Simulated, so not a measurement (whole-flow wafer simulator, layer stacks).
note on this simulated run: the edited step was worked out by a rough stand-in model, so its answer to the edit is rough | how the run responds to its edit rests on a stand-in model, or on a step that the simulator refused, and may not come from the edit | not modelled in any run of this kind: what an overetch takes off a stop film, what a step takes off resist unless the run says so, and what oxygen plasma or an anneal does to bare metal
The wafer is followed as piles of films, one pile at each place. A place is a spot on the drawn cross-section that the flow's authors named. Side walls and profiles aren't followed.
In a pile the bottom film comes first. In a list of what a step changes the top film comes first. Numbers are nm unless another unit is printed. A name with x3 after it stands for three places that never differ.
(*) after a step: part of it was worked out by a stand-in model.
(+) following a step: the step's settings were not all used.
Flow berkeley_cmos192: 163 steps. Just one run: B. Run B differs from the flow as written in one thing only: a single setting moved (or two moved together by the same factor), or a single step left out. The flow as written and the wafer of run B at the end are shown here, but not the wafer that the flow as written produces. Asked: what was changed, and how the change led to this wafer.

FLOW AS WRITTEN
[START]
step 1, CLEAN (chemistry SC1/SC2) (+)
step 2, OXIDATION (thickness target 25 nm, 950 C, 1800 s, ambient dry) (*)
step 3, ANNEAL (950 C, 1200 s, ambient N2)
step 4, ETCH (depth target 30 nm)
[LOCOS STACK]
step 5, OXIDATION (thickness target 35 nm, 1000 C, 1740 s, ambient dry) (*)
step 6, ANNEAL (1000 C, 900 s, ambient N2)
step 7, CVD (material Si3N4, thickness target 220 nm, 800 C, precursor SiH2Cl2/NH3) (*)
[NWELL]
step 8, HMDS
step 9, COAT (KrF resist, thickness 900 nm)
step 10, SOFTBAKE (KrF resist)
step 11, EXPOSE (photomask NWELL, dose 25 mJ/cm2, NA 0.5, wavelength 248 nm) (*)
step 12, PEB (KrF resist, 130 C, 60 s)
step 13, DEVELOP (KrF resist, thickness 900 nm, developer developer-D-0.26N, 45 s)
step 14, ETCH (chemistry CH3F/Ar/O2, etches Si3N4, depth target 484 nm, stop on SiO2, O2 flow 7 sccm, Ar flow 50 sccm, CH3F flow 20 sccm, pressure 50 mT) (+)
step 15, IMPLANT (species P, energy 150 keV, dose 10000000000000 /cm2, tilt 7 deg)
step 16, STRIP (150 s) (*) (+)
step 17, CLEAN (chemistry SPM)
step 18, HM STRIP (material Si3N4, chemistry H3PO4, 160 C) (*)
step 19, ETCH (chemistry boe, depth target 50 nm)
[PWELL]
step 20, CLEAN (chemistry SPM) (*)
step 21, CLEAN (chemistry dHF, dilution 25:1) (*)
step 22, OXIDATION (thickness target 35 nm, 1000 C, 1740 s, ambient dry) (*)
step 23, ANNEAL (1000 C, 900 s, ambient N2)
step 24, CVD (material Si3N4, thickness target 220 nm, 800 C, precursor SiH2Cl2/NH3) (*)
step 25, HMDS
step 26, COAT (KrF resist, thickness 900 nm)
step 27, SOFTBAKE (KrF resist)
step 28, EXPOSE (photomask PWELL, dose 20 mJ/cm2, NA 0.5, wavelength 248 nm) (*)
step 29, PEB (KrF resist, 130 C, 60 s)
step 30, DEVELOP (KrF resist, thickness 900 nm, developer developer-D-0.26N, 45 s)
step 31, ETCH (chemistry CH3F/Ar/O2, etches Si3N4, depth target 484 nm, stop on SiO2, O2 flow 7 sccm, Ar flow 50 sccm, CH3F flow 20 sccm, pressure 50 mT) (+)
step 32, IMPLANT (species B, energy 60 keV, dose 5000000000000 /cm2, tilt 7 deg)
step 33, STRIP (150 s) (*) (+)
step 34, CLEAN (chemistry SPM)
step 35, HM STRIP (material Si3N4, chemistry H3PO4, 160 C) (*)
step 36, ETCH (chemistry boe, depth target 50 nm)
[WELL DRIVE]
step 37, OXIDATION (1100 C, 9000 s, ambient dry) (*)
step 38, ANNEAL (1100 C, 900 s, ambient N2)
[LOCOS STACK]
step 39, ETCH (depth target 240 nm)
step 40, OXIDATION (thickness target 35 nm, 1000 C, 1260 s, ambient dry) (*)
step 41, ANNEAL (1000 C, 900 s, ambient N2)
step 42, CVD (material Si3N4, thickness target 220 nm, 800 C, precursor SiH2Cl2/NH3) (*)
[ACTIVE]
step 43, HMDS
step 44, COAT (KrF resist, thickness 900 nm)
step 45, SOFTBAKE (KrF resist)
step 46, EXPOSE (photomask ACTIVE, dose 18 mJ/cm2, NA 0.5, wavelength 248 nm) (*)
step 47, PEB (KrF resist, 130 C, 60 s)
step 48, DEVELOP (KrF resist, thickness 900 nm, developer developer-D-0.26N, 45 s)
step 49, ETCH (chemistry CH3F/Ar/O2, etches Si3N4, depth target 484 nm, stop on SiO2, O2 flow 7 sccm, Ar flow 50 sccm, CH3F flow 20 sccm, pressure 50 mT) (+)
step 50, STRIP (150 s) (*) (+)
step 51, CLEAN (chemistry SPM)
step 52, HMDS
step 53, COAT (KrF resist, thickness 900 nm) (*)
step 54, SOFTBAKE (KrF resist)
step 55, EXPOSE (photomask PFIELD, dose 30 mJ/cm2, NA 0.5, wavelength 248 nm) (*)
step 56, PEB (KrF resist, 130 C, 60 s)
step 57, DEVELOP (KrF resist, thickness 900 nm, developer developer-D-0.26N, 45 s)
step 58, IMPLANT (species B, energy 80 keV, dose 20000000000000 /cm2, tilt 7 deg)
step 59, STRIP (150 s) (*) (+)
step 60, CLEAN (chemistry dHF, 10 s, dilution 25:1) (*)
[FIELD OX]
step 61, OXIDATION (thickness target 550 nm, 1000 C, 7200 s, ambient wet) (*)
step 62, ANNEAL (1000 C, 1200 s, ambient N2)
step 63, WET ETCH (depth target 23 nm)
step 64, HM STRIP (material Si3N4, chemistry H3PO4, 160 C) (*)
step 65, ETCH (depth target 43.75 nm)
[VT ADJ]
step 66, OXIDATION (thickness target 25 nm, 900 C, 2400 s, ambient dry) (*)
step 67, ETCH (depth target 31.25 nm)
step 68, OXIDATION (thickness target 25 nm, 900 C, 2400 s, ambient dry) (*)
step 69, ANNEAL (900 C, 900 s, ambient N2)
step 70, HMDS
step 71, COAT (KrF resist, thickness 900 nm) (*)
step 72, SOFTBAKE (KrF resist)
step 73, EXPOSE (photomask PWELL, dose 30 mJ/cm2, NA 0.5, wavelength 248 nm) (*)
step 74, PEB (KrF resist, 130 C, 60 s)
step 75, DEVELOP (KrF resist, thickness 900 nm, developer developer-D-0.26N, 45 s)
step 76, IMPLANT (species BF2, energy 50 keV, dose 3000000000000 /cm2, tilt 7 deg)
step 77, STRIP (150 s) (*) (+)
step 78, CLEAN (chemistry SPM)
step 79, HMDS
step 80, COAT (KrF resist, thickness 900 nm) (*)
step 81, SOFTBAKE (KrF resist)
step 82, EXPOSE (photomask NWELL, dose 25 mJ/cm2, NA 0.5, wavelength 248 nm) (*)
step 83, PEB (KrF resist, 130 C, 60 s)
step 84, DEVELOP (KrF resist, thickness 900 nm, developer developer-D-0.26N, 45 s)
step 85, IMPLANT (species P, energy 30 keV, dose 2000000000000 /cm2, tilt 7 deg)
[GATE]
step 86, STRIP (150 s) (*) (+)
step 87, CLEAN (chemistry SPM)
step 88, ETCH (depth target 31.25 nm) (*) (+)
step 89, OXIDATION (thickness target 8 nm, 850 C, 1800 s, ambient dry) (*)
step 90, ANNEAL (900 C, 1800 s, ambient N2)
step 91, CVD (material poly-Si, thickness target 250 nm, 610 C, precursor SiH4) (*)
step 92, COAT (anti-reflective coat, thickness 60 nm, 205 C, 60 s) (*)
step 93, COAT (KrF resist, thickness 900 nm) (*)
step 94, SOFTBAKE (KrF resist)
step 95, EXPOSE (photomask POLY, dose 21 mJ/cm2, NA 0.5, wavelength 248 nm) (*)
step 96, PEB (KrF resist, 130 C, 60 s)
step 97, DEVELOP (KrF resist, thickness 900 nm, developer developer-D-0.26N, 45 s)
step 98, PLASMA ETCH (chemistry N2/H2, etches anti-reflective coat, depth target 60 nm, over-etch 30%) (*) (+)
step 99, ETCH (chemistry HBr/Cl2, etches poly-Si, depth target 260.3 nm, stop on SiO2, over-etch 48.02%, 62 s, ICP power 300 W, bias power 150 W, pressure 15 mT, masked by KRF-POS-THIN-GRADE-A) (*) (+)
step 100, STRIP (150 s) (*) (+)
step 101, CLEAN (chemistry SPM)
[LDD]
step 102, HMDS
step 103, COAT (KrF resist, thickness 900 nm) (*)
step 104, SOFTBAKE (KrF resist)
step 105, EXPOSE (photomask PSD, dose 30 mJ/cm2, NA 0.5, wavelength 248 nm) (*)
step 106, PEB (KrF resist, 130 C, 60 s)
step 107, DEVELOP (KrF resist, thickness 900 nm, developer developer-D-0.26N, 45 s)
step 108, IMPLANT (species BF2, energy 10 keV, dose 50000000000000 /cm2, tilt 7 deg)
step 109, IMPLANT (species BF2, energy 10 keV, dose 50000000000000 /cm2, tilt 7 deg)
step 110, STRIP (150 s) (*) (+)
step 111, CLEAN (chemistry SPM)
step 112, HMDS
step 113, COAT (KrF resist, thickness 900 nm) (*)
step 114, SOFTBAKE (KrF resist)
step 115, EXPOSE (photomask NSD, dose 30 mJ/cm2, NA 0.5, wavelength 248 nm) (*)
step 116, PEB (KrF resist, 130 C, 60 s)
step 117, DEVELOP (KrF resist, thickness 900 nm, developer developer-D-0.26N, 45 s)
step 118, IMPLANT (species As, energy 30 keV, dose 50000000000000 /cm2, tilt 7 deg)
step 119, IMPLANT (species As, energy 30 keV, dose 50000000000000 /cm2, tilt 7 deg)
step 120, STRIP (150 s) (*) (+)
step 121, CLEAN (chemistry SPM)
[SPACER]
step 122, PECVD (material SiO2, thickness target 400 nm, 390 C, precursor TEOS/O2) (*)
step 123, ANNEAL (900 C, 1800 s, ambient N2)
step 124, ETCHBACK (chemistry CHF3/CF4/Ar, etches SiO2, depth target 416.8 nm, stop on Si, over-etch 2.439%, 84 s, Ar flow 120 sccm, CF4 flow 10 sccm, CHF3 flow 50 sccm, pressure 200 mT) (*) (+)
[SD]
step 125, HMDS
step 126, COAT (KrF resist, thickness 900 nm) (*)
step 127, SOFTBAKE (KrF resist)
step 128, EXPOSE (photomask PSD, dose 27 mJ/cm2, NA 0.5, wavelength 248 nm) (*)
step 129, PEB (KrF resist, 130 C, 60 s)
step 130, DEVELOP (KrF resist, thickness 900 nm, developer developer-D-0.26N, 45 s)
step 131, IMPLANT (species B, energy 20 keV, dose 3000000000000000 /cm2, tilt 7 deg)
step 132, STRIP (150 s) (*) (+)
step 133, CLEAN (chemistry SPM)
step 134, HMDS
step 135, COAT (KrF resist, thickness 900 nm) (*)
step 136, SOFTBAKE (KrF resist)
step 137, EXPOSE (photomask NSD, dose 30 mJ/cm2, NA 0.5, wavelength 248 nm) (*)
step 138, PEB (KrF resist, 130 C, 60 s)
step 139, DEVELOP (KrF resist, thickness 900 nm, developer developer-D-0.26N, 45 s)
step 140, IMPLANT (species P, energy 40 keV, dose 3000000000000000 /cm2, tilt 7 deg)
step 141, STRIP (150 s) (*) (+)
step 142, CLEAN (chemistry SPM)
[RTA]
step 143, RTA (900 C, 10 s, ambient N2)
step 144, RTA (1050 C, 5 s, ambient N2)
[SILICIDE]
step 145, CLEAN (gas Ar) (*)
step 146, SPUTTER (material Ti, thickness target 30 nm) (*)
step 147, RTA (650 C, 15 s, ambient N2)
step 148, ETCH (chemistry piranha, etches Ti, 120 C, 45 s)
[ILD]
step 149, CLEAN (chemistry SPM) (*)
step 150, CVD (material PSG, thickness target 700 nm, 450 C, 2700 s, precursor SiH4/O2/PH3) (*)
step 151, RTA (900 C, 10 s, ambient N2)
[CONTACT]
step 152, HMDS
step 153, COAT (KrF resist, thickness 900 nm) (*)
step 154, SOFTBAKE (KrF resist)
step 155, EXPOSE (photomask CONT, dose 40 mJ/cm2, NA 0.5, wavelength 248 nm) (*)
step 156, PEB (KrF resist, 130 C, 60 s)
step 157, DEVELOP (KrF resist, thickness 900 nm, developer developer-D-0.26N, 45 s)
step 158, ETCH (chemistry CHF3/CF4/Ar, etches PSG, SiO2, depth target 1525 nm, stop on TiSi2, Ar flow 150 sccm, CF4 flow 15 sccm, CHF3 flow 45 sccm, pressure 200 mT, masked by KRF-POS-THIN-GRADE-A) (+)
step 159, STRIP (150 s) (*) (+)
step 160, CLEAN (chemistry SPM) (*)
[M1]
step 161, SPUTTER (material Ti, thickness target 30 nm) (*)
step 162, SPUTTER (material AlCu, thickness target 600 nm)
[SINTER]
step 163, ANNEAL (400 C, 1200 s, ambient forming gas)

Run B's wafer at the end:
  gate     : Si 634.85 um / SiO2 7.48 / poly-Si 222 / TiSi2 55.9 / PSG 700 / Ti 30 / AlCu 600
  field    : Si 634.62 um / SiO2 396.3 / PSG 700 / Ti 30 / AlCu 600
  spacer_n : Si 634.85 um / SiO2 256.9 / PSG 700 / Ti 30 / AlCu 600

The reason: step 91, CVD: thickness target 281 nm was run, though the flow has thickness target 250 nm.

The path from the change to this, step by step:
  step 91, CVD (material poly-Si, thickness target 250 nm, 610 C, precursor SiH4) (*)
      field, sd_n, spacer_n and 6 more: poly-Si gains 281 (new film) (as written it would have been: poly-Si gains 250 (new film))
  step 99, ETCH (chemistry HBr/Cl2, etches poly-Si, depth target 260.3 nm, stop on SiO2, over-etch 48.02%, 62 s, ICP power 300 W, bias power 150 W, pressure 15 mT, masked by KRF-POS-THIN-GRADE-A) (*) (+)
      spacer_n, spacer_p: poly-Si loses 276.7 (all of it), SiO2 loses 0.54 (as written it would have been: poly-Si loses 245.8 (all of it), SiO2 loses 1.74)
      field: poly-Si loses 276.8 (all of it), SiO2 loses 0.54 (as written it would have been: poly-Si loses 245.8 (all of it), SiO2 loses 1.74)
      (as well as at 4 more places)
  step 103, COAT (KrF resist, thickness 900 nm) (*)
      gate: KrF resist gains 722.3 (new film) (as written it would have been: KrF resist gains 748 (new film))
      gate_p: KrF resist gains 718.4 (new film) (as written it would have been: KrF resist gains 744.1 (new film))
  step 107, DEVELOP (KrF resist, thickness 900 nm, developer developer-D-0.26N, 45 s)
      gate_p: KrF resist loses 717.3 (all of it) (as written it would have been: KrF resist loses 742.9 (all of it))
  step 110, STRIP (150 s) (*) (+)
      gate: KrF resist loses 707 (all of it), chemical SiO2 gains 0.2, poly-Si loses 0.09 (as written it would have been: KrF resist loses 732.7 (all of it), chemical SiO2 gains 0.2, poly-Si loses 0.09)
  step 113, COAT (KrF resist, thickness 900 nm) (*)
      gate: KrF resist gains 722.2 (new film) (as written it would have been: KrF resist gains 747.9 (new film))
      gate_p: KrF resist gains 718.2 (new film) (as written it would have been: KrF resist gains 743.9 (new film))
  step 117, DEVELOP (KrF resist, thickness 900 nm, developer developer-D-0.26N, 45 s)
      gate: KrF resist loses 721.1 (all of it) (as written it would have been: KrF resist loses 746.8 (all of it))
  step 120, STRIP (150 s) (*) (+)
      gate_p: KrF resist loses 703 (all of it), chemical SiO2 gains 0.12, poly-Si loses 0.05 (as written it would have been: KrF resist loses 728.6 (all of it), chemical SiO2 gains 0.12, poly-Si loses 0.05)
  step 124, ETCHBACK (chemistry CHF3/CF4/Ar, etches SiO2, depth target 416.8 nm, stop on Si, over-etch 2.439%, 84 s, Ar flow 120 sccm, CF4 flow 10 sccm, CHF3 flow 50 sccm, pressure 200 mT) (*) (+)
      spacer_n: SiO2 loses 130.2 (as written it would have been: SiO2 loses 160)
      spacer_p: SiO2 loses 130.1 (as written it would have been: SiO2 loses 159.9)
  step 126, COAT (KrF resist, thickness 900 nm) (*)
      spacer_n: KrF resist gains 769 (new film) (as written it would have been: KrF resist gains 791.6 (new film))
      gate: KrF resist gains 749.4 (new film) (as written it would have been: KrF resist gains 771.5 (new film))
      (as well as at 2 more places)
  step 130, DEVELOP (KrF resist, thickness 900 nm, developer developer-D-0.26N, 45 s)
      spacer_p: KrF resist loses 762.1 (all of it) (as written it would have been: KrF resist loses 784.6 (all of it))
      gate_p: KrF resist loses 742.3 (all of it) (as written it would have been: KrF resist loses 764.3 (all of it))
  step 132, STRIP (150 s) (*) (+)
      spacer_n: KrF resist loses 753.6 (all of it) (as written it would have been: KrF resist loses 776.1 (all of it))
      gate: chemical SiO2 gains 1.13 (new film), KrF resist loses 734 (all of it), poly-Si loses 0.5 (as written it would have been: chemical SiO2 gains 1.13 (new film), KrF resist loses 756.1 (all of it), poly-Si loses 0.5)
  step 135, COAT (KrF resist, thickness 900 nm) (*)
      spacer_n: KrF resist gains 769.3 (new film) (as written it would have been: KrF resist gains 791.1 (new film))
      gate: KrF resist gains 749 (new film) (as written it would have been: KrF resist gains 770.3 (new film))
      (as well as at 2 more places)
  step 139, DEVELOP (KrF resist, thickness 900 nm, developer developer-D-0.26N, 45 s)
      spacer_n: KrF resist loses 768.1 (all of it) (as written it would have been: KrF resist loses 789.9 (all of it))
      gate: KrF resist loses 747.9 (all of it) (as written it would have been: KrF resist loses 769.1 (all of it))
  step 141, STRIP (150 s) (*) (+)
      spacer_p: KrF resist loses 748.2 (all of it) (as written it would have been: KrF resist loses 770.2 (all of it))
      gate_p: KrF resist loses 727.7 (all of it), chemical SiO2 gains 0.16 (as written it would have been: KrF resist loses 749.1 (all of it), chemical SiO2 gains 0.16)
  step 153, COAT (KrF resist, thickness 900 nm) (*)
      spacer_n: KrF resist gains 813.1 (new film) (as written it would have been: KrF resist gains 829.8 (new film))
  step 159, STRIP (150 s) (*) (+)
      spacer_n: KrF resist loses 603.6 (all of it) (as written it would have been: KrF resist loses 620.3 (all of it))
      gate: KrF resist loses 585.4 (all of it) (as written it would have been: KrF resist loses 600.1 (all of it))
      (as well as at 2 more places)
